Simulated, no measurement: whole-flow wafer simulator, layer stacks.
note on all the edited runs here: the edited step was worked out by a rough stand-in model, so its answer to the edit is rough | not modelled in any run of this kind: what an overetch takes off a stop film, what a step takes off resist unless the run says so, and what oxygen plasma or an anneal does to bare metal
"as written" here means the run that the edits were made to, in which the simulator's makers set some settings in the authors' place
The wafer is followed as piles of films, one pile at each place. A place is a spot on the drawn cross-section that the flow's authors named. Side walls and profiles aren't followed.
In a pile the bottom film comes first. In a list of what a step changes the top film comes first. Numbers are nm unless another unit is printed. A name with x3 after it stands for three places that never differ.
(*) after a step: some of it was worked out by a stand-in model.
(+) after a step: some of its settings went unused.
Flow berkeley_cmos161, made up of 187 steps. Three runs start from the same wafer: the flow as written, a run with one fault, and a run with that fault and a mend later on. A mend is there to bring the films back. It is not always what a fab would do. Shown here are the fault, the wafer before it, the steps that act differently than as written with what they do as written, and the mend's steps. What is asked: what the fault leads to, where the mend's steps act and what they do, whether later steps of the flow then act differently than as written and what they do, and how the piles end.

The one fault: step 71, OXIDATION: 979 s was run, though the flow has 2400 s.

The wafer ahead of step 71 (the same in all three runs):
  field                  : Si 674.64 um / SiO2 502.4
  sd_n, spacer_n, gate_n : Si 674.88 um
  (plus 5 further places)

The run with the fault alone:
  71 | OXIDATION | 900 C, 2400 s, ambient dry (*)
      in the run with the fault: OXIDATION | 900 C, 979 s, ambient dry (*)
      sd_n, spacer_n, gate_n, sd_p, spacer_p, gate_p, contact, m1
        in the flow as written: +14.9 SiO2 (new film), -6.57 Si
        in the run with the fault: +8.54 SiO2 (new film), -3.76 Si
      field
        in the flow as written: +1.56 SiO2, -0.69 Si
        in the run with the fault: +0.64 SiO2, -0.28 Si
  Later steps of the flow acting differently than as written (47 other steps are not shown; they differ only slightly, by no more than 2% or 0.5 nm, whichever is larger):
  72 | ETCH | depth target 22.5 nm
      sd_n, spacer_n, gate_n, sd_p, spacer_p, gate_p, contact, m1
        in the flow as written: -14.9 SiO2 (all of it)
        in the run with the fault: -8.54 SiO2 (all of it)
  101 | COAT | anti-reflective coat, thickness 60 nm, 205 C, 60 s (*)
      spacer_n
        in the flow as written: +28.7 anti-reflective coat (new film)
        in the run with the fault: +29.3 anti-reflective coat (new film)
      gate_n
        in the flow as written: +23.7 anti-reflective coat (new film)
        in the run with the fault: +24.3 anti-reflective coat (new film)
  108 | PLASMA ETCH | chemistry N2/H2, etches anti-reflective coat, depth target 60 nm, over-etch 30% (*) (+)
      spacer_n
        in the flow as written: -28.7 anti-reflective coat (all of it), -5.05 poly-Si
        in the run with the fault: -29.3 anti-reflective coat (all of it), -4.95 poly-Si
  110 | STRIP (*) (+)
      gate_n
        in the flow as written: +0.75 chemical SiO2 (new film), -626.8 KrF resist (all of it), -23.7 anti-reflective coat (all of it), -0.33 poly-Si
        in the run with the fault: +0.75 chemical SiO2 (new film), -624.7 KrF resist (all of it), -24.3 anti-reflective coat (all of it), -0.33 poly-Si
  When the end is reached, the piles differ only a little from the flow's at the places that both follow, at most by 2% or 0.5 nm, whichever is larger.

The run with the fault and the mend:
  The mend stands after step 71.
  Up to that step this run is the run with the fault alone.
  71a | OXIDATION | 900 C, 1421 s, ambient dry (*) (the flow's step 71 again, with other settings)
      sd_n, spacer_n, gate_n, sd_p, spacer_p, gate_p, contact, m1
        +6.4 SiO2, -2.82 Si
      field
        +0.92 SiO2, -0.41 Si
  Later steps of the flow that are run all act as written at every place that is followed.
  By the end, the piles equal the flow's at every place that both follow.
